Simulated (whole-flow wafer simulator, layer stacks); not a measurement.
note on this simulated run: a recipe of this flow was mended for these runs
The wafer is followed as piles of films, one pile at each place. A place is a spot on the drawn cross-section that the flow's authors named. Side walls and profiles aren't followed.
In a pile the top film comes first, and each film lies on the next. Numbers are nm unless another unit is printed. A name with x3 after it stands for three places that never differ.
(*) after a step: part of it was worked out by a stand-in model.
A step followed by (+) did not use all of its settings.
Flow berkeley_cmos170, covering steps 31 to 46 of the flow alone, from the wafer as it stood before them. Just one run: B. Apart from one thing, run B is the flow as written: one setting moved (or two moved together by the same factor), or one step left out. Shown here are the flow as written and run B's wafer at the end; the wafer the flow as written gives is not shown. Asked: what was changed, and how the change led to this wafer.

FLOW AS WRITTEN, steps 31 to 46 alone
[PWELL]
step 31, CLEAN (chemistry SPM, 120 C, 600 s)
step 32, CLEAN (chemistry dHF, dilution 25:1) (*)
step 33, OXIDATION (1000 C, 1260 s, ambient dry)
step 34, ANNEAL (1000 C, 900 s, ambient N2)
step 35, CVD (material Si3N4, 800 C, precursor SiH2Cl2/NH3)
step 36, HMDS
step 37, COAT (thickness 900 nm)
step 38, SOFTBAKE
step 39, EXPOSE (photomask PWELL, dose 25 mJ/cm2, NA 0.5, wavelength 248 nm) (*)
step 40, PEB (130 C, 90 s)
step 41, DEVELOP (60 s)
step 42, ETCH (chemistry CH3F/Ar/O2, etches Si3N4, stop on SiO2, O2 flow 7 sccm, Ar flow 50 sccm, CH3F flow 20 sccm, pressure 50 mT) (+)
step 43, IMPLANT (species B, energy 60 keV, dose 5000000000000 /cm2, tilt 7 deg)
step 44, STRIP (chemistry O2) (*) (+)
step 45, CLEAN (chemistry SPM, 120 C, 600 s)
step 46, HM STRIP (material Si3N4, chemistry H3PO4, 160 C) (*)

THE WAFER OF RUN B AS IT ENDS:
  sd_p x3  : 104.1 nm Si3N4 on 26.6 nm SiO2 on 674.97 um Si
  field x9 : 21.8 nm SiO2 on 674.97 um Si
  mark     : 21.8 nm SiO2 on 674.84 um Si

Cause: step 46, HM STRIP: 128 C was run, whereas the flow has 160 C.

Step by step, how the change led to this:
  step 46, HM STRIP (material Si3N4, chemistry H3PO4, 160 C) (*)
      sd_p x3: Si3N4 loses 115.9 (it would be, as written: Si3N4 loses 220 (all of it), SiO2 loses 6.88)
      field x9, mark: SiO2 loses 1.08 (it would be, as written: SiO2 loses 14)
